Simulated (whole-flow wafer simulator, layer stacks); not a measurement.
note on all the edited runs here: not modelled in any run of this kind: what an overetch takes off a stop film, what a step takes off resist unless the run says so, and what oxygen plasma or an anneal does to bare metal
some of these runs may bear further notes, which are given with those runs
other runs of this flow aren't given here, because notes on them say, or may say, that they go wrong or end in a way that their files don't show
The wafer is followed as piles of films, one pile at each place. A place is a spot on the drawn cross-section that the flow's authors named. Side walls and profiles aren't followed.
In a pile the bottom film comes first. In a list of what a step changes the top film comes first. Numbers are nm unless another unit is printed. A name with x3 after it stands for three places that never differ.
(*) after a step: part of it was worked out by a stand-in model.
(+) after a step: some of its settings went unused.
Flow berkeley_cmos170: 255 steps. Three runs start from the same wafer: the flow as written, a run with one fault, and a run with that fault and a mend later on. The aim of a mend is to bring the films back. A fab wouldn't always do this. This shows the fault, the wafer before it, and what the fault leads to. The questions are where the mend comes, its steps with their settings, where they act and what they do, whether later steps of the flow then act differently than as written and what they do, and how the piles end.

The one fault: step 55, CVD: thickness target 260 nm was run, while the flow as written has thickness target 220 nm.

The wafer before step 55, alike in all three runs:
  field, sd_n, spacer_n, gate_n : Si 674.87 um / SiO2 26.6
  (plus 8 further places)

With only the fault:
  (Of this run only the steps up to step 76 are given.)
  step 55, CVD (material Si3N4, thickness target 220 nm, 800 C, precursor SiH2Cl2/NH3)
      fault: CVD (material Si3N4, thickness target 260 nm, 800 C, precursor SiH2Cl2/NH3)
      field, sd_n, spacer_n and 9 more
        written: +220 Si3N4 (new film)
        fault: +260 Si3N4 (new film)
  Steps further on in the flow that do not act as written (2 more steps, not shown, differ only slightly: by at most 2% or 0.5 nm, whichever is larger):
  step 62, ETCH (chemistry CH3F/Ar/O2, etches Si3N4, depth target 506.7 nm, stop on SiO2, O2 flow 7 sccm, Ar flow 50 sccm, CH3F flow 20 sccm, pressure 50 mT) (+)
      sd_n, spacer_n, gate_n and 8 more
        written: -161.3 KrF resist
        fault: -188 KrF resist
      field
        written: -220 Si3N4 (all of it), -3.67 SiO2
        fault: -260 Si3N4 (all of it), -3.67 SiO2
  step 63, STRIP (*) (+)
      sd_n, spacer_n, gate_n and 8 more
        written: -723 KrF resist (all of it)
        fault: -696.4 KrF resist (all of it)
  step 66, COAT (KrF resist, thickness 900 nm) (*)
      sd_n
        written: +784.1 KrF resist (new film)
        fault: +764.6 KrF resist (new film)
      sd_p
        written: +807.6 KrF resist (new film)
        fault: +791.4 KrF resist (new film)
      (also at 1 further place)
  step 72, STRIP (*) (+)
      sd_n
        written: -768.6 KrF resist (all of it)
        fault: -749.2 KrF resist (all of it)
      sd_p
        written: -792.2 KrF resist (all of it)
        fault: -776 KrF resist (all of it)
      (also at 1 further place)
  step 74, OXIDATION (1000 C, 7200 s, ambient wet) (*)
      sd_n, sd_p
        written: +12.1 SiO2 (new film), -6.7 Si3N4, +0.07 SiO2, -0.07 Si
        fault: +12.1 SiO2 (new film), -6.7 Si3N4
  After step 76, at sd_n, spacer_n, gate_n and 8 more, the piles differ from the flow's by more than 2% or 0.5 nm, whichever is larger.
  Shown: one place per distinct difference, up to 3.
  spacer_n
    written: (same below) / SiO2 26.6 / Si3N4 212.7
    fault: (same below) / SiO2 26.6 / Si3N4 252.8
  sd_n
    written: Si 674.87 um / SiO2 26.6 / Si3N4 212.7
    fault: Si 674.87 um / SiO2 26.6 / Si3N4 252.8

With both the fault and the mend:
  The mend stands after step 55.
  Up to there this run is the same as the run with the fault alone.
  step 55a, ETCH (chemistry h3po4, depth target 299 nm)
      field, sd_n, spacer_n and 9 more
        -260 Si3N4 (all of it)
  step 55b, CLEAN (chemistry SPM)
      does not change any film at any place that is followed
  step 55c, CVD (material Si3N4, thickness target 220 nm, 800 C, precursor SiH2Cl2/NH3) (the flow's step 55, run once more)
      field, sd_n, spacer_n and 9 more
        +220 Si3N4 (new film)
  Later steps of the flow that are run all act as written at every place that is followed.
  By the end, the piles equal the flow's at every place that both follow.
